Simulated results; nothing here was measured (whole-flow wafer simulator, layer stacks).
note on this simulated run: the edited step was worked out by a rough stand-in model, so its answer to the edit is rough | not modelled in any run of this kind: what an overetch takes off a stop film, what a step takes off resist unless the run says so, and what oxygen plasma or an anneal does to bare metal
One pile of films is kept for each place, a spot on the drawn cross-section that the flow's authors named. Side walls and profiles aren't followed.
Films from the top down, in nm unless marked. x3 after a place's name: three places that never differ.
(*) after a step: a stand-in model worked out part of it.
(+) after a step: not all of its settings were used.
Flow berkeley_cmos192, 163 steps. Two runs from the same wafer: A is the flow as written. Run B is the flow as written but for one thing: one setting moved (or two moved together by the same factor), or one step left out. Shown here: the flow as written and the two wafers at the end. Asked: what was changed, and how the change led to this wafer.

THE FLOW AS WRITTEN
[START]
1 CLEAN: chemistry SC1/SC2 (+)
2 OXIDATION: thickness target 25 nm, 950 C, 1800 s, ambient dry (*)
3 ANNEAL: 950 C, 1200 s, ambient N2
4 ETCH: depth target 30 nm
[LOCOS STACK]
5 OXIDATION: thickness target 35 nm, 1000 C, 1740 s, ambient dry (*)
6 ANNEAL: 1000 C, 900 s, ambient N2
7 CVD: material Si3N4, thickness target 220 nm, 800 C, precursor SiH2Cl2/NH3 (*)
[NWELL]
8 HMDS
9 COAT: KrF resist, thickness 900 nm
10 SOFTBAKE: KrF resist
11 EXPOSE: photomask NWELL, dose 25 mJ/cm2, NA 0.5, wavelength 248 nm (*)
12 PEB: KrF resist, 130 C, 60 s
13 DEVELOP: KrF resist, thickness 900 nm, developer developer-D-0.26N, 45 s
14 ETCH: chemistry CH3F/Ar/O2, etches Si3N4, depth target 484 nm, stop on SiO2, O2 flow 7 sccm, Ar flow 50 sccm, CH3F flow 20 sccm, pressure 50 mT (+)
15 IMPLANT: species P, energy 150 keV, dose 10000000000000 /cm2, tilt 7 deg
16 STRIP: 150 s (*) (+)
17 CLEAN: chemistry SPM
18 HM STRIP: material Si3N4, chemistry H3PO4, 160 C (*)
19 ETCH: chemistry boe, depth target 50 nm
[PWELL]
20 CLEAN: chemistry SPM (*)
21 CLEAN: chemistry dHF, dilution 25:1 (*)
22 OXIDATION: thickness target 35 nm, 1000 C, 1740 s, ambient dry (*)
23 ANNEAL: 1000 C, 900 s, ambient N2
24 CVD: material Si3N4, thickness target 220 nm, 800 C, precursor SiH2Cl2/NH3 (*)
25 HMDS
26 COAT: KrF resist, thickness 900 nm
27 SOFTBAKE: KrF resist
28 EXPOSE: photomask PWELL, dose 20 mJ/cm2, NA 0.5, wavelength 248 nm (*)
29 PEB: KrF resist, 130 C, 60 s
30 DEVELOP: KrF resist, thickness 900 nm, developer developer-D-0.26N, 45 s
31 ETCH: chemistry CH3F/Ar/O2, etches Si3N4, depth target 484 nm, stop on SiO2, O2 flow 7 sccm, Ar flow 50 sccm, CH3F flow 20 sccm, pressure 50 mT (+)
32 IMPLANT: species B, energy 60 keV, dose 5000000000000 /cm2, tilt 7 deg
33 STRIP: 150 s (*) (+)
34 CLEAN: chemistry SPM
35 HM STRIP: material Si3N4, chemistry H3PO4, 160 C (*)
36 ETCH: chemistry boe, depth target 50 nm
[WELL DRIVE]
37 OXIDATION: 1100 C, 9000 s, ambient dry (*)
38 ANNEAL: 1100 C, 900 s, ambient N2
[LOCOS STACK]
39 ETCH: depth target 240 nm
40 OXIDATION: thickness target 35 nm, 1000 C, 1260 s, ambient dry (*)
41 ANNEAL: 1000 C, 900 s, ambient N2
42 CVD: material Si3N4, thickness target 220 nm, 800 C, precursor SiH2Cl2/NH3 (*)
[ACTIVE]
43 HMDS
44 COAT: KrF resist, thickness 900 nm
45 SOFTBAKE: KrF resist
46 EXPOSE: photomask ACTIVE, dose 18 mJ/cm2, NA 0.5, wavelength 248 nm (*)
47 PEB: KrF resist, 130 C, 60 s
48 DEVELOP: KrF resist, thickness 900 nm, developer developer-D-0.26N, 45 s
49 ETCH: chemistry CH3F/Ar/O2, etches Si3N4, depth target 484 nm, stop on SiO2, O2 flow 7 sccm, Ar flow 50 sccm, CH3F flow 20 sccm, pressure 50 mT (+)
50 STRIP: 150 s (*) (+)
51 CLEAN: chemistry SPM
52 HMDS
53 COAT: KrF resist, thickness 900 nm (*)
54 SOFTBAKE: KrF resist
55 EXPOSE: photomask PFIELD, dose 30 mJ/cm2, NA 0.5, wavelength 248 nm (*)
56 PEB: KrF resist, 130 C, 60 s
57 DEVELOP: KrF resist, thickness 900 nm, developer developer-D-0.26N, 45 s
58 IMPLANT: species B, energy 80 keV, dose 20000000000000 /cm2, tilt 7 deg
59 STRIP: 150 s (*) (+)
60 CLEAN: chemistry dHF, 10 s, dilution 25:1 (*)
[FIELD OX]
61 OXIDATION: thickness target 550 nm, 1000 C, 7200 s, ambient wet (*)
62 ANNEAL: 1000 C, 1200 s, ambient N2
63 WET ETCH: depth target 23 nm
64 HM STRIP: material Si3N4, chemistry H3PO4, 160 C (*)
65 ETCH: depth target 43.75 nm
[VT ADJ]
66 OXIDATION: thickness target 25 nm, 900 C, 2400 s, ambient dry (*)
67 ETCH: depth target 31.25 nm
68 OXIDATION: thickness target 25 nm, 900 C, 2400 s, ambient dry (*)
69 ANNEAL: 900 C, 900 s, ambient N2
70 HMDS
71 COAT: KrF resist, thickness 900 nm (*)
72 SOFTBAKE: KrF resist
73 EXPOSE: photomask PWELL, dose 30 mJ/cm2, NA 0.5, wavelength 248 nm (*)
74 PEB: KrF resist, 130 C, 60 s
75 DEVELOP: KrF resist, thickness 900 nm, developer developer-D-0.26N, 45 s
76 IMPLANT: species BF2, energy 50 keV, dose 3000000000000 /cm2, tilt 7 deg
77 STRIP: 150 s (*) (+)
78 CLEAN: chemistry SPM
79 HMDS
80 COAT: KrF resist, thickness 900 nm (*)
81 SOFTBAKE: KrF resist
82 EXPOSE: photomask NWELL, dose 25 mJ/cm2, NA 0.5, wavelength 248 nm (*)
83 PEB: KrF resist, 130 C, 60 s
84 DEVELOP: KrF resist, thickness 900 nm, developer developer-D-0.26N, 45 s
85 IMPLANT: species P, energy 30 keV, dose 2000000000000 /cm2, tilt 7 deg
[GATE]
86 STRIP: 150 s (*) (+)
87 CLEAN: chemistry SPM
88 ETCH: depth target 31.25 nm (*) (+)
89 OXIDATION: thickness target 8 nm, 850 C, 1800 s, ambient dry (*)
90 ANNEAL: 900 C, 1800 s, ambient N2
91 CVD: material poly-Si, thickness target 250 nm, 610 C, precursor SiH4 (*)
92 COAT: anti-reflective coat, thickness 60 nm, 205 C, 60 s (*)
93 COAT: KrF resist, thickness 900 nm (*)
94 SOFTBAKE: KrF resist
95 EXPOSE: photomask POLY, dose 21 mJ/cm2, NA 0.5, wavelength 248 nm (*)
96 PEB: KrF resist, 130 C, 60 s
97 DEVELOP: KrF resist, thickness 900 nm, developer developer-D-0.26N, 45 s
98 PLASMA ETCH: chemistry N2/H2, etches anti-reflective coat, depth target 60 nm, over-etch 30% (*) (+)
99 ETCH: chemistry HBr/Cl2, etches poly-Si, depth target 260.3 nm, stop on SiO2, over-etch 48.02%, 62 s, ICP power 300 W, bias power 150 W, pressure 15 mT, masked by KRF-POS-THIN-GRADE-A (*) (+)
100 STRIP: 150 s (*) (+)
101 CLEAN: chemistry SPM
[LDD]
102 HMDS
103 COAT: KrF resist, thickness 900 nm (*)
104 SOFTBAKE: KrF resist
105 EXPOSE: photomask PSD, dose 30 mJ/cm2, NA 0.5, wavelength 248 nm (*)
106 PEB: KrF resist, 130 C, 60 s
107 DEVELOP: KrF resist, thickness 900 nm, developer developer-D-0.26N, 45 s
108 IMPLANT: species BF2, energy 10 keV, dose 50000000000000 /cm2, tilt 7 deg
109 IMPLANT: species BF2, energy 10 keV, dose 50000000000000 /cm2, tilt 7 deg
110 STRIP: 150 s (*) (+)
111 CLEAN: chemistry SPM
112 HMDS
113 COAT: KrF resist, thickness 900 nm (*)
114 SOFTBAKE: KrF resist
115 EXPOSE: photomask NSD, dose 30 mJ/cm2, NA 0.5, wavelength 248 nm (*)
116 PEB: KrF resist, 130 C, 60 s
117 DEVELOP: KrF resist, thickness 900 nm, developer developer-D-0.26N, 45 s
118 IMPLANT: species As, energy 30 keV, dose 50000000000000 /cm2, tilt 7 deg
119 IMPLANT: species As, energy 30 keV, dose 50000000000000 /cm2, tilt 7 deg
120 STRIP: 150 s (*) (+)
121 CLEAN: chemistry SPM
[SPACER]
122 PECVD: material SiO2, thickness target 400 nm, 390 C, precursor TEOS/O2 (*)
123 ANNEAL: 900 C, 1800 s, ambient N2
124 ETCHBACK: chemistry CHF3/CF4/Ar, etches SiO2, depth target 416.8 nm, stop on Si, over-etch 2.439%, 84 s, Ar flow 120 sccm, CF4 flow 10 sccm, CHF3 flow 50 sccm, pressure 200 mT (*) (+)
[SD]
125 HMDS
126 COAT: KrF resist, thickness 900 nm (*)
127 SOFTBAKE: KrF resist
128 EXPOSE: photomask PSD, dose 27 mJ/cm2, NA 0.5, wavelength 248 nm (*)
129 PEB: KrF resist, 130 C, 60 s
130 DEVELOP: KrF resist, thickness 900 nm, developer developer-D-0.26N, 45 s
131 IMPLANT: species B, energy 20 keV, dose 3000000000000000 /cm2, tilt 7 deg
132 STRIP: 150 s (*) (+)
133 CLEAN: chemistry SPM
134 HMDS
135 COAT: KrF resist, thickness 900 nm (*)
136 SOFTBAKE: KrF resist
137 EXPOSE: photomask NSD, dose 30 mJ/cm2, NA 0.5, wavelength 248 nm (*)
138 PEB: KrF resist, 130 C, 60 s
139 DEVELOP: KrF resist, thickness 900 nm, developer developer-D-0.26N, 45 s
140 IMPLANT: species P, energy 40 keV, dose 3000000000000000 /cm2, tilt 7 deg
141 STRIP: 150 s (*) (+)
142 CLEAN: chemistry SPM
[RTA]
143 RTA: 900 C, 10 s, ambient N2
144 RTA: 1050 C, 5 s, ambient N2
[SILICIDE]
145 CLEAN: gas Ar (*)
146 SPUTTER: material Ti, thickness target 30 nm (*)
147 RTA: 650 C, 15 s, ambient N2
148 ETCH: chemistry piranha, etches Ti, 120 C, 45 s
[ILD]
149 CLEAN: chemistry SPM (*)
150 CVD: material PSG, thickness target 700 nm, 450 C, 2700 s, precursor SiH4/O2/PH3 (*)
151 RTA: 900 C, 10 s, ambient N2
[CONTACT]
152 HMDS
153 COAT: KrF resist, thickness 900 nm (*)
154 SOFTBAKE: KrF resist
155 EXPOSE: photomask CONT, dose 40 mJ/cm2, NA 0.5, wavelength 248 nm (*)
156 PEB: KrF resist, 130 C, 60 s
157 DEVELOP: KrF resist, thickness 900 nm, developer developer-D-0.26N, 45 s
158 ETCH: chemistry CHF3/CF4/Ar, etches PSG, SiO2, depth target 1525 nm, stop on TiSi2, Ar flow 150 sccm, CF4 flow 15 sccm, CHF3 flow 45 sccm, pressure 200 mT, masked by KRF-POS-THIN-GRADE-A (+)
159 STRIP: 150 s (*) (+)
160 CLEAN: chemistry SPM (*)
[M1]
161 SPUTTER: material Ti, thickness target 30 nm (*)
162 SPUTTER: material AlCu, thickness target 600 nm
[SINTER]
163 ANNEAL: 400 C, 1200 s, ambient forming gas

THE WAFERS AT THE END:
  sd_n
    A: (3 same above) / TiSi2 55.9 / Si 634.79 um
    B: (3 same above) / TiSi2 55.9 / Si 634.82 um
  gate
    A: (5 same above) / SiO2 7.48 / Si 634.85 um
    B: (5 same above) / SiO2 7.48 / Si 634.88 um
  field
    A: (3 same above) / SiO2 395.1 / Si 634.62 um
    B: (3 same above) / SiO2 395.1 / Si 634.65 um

The cause: step 37, OXIDATION: 1045 C was run, where the flow has 1100 C.

How the change led to this, step by step:
  37 OXIDATION: 1100 C, 9000 s, ambient dry (*)
      field, sd_n, spacer_n and 6 more: A SiO2 +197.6 (new film), Si -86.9 | B SiO2 +133.6 (new film), Si -58.8
  39 ETCH: depth target 240 nm
      field, sd_n, spacer_n and 6 more: A SiO2 -197.6 (all of it) | B SiO2 -133.6 (all of it)
